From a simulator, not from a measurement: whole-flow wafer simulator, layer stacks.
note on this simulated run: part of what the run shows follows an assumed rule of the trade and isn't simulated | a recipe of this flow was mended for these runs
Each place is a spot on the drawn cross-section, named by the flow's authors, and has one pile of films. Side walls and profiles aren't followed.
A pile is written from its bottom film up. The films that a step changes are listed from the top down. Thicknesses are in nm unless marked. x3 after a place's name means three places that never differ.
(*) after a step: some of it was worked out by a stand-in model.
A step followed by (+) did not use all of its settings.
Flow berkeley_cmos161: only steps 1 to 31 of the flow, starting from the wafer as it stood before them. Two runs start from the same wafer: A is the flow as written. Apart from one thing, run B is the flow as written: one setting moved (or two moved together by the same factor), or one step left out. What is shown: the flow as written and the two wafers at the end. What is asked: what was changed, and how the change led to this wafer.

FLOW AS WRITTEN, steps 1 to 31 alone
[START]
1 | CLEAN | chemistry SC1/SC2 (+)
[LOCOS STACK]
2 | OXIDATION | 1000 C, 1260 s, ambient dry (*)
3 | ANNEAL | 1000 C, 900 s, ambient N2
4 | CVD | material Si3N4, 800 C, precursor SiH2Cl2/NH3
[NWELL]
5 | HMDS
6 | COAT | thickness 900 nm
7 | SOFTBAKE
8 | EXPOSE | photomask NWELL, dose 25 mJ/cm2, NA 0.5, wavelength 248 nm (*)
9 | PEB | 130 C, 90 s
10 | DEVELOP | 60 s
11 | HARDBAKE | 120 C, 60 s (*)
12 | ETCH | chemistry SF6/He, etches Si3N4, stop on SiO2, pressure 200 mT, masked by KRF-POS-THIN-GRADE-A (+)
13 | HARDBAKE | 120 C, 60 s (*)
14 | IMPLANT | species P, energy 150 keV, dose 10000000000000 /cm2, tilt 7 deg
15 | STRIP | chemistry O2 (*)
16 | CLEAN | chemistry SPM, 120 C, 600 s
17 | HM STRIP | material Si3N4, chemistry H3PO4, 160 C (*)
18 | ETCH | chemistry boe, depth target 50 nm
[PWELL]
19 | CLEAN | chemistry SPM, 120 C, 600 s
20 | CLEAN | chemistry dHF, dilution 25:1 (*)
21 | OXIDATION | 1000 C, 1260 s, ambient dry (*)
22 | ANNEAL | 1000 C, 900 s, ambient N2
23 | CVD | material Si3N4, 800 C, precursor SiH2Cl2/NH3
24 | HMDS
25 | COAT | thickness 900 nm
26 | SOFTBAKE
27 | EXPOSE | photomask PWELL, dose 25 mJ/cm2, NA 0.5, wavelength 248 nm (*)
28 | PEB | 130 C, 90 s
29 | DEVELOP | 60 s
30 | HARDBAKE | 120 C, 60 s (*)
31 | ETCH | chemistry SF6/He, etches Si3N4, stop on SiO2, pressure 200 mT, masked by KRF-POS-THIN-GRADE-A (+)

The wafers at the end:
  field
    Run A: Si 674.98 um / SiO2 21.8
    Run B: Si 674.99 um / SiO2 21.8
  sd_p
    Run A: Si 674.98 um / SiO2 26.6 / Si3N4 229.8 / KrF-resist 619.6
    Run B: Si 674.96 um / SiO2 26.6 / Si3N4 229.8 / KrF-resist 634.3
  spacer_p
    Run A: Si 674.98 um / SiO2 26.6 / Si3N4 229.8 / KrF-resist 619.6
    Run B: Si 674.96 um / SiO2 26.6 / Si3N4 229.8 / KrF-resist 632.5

The reason: step 2, OXIDATION: 1000 C, 1260 s, ambient dry (*), was skipped.

Step by step, how the change led to this:
  12 | ETCH | chemistry SF6/He, etches Si3N4, stop on SiO2, pressure 200 mT, masked by KRF-POS-THIN-GRADE-A (+)
      sd_p, spacer_p, gate_p: A Si3N4 loses 229.8 (all of it), SiO2 loses 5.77 | B Si3N4 loses 229.8 (all of it), chemical SiO2 loses 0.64 (all of it), Si loses 30
  15 | STRIP | chemistry O2 (*)
      sd_p, spacer_p, gate_p: A nothing | B chemical SiO2 gains 0.81 (new film), Si loses 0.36
  17 | HM STRIP | material Si3N4, chemistry H3PO4, 160 C (*)
      field, sd_n, spacer_n, gate_n, contact, m1: A Si3N4 loses 229.8 (all of it), SiO2 loses 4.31 | B Si3N4 loses 229.8 (all of it), chemical SiO2 loses 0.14, Si loses 0.22
      sd_p, spacer_p, gate_p: A SiO2 loses 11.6 | B chemical SiO2 loses 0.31, Si loses 0.22
  18 | ETCH | chemistry boe, depth target 50 nm
      field, sd_n, spacer_n, gate_n, contact, m1: A SiO2 loses 22.3 (all of it) | B chemical SiO2 loses 0.5 (all of it)
      sd_p, spacer_p, gate_p: A SiO2 loses 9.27 (all of it) | B chemical SiO2 loses 0.5 (all of it)
